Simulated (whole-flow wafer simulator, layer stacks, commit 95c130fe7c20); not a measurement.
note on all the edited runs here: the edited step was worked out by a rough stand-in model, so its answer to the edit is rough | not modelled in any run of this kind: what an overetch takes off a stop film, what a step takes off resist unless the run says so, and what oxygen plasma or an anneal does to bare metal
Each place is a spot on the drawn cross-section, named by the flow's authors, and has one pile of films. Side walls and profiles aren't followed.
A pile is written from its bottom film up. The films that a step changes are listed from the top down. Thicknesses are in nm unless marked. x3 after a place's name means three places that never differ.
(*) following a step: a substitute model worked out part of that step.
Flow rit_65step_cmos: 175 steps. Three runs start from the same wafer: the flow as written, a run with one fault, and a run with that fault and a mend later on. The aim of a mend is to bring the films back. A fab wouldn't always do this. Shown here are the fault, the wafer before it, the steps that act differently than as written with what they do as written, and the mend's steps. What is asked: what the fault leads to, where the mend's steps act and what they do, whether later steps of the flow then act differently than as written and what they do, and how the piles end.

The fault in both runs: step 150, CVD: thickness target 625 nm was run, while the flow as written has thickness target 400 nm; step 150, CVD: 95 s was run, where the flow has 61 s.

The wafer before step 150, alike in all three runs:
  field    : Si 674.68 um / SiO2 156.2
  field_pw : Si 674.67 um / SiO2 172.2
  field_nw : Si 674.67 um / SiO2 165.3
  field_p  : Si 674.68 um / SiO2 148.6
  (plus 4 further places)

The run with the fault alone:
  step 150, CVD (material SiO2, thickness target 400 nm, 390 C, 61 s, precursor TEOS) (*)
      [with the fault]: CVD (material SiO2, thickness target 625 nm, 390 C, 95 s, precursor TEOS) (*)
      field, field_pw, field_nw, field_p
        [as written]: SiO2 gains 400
        [with the fault]: SiO2 gains 625
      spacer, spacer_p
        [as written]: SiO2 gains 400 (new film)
        [with the fault]: SiO2 gains 625 (new film)
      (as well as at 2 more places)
  Later steps of the flow that are run all act as written at every place that is followed, up to a difference of at most 2% or 0.5 nm, whichever is larger.
  By the end, the piles at field, field_pw, field_nw, field_p, gate_n, gate_p, spacer, spacer_p depart from the flow's by more than 2% or 0.5 nm, whichever is larger.
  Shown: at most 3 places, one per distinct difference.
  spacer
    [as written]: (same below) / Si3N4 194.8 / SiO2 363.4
    [with the fault]: (same below) / Si3N4 194.8 / SiO2 588.4
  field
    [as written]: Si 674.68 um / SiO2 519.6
    [with the fault]: Si 674.68 um / SiO2 744.6
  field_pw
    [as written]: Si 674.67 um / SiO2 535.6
    [with the fault]: Si 674.67 um / SiO2 760.6

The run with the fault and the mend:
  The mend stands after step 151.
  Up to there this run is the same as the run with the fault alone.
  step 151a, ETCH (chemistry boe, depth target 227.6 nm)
      field, field_pw, field_nw, field_p, gate_n, gate_p, spacer, spacer_p
        SiO2 loses 227.6
  Later steps of the flow that are run all act as written at every place that is followed, up to a difference of at most 2% or 0.5 nm, whichever is larger.
  When the end is reached, the piles differ only a little from the flow's at the places that both follow, at most by 2% or 0.5 nm, whichever is larger.
